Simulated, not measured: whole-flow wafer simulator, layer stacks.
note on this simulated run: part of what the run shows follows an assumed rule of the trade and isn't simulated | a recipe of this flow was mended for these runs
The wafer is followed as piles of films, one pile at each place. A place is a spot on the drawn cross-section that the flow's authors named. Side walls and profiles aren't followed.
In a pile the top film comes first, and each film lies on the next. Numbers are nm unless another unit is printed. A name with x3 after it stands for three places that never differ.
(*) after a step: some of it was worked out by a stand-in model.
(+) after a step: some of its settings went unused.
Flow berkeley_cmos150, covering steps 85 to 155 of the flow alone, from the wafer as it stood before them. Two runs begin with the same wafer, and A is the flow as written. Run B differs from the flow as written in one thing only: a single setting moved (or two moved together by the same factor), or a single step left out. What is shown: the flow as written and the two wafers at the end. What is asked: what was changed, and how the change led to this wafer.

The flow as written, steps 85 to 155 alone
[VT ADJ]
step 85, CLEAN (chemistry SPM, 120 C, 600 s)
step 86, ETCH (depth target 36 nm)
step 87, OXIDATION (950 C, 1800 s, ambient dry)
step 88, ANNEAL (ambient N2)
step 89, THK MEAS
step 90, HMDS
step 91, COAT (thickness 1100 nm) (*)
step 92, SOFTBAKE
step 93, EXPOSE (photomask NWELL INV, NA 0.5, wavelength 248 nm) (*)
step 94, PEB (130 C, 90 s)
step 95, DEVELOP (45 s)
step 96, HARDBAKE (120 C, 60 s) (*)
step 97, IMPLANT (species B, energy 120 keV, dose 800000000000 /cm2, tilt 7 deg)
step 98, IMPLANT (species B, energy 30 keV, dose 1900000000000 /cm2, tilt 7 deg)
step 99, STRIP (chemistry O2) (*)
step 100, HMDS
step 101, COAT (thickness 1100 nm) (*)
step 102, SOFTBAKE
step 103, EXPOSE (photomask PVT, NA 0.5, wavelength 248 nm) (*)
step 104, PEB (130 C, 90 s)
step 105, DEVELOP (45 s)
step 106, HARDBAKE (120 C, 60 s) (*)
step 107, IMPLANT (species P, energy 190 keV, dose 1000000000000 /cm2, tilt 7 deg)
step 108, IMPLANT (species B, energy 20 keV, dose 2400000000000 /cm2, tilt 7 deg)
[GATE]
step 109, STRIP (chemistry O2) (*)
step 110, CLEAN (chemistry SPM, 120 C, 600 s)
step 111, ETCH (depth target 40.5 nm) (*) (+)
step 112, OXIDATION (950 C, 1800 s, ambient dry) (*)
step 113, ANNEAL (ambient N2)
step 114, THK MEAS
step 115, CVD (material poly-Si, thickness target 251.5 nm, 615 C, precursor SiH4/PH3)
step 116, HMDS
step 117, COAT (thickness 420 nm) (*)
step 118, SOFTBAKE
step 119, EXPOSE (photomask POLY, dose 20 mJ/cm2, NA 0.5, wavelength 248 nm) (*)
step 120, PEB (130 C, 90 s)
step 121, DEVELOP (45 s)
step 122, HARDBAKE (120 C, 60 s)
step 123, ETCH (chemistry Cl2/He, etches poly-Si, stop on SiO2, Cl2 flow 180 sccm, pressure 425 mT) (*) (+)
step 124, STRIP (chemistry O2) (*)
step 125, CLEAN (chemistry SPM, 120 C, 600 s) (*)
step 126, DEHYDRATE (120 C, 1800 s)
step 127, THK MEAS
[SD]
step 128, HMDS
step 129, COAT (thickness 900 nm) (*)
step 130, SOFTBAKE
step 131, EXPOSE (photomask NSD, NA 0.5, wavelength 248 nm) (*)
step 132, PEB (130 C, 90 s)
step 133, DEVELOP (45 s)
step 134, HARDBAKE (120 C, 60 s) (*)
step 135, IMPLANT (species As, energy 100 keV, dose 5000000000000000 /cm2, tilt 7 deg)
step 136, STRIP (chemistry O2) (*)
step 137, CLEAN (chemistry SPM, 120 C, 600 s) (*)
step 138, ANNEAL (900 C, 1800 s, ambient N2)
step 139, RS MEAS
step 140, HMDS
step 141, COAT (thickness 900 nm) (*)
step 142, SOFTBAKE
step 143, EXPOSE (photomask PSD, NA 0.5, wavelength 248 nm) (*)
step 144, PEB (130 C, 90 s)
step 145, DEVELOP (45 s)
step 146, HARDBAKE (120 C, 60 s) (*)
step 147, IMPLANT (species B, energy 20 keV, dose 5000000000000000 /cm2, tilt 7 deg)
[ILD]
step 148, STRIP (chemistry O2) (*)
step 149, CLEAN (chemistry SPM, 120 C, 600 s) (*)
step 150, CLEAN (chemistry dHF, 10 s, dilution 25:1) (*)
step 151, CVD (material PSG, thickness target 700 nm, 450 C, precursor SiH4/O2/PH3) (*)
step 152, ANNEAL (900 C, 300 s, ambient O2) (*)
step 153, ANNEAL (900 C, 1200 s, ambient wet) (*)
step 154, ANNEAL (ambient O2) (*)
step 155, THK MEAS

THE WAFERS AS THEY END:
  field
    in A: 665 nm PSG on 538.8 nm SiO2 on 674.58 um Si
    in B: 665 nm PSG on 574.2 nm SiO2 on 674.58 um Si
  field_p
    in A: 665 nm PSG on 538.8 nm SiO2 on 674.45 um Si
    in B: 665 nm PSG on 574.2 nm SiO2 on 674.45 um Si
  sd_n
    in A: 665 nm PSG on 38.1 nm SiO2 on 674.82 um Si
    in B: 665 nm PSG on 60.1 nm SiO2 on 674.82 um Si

Cause: step 86, ETCH: depth target 36 nm, was not run.

Step by step, how the change led to this:
  step 87, OXIDATION (950 C, 1800 s, ambient dry)
      gate_n, contact, m1: A SiO2 gains 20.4 (new film), Si loses 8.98 | B SiO2 gains 11.9, Si loses 5.22
      sd_p, gate_p: A SiO2 gains 20.4 (new film), Si loses 8.98 | B SiO2 gains 11.9, Si loses 5.23
      (and at 1 other place as well)
  step 111, ETCH (depth target 40.5 nm) (*) (+)
      gate_n, sd_p, gate_p, contact, m1: A SiO2 loses 20.4 (all of it) | B SiO2 loses 40.5
      sd_n: A SiO2 loses 40.4 (all of it) | B SiO2 loses 40.5
  step 112, OXIDATION (950 C, 1800 s, ambient dry) (*)
      gate_n, sd_p, gate_p, m1: A SiO2 gains 20.4 (new film), Si loses 8.98 | B SiO2 gains 19.5, Si loses 8.57
      sd_n: A SiO2 gains 20.4 (new film), Si loses 8.98 | B SiO2 gains 11, Si loses 4.83
      (and at 1 other place as well)
  step 117, COAT (thickness 420 nm) (*)
      gate_n: A KrF-resist gains 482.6 (new film) | B KrF-resist gains 498.1 (new film)
      sd_p: A KrF-resist gains 559.5 (new film) | B KrF-resist gains 572.2 (new film)
      (and at 1 other place as well)
  step 121, DEVELOP (45 s)
      sd_p: A KrF-resist loses 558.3 (all of it) | B KrF-resist loses 571 (all of it)
      m1: A KrF-resist loses 525.9 (all of it) | B KrF-resist loses 539.6 (all of it)
  step 122, HARDBAKE (120 C, 60 s)
      gate_n: A KrF-resist loses 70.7 | B KrF-resist loses 73
  step 124, STRIP (chemistry O2) (*)
      gate_n: A chemical SiO2 gains 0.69 (new film), KrF-resist loses 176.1 (all of it), poly-Si loses 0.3 | B chemical SiO2 gains 0.69 (new film), KrF-resist loses 189.2 (all of it), poly-Si loses 0.3
      gate_p: A chemical SiO2 gains 0.69 (new film), KrF-resist loses 213.2 (all of it), poly-Si loses 0.3 | B chemical SiO2 gains 0.69 (new film), KrF-resist loses 219.9 (all of it), poly-Si loses 0.3
  step 129, COAT (thickness 900 nm) (*)
      gate_n: A thick-KrF-resist gains 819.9 (new film) | B thick-KrF-resist gains 839 (new film)
  step 133, DEVELOP (45 s)
      gate_n: A thick-KrF-resist loses 818.1 (all of it) | B thick-KrF-resist loses 837 (all of it)
  step 141, COAT (thickness 900 nm) (*)
      gate_n: A thick-KrF-resist gains 819.7 (new film) | B thick-KrF-resist gains 838.7 (new film)
  step 148, STRIP (chemistry O2) (*)
      gate_n: A thick-KrF-resist loses 804.5 (all of it), chemical SiO2 gains 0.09, poly-Si loses 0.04 | B thick-KrF-resist loses 823.5 (all of it), chemical SiO2 gains 0.09, poly-Si loses 0.04
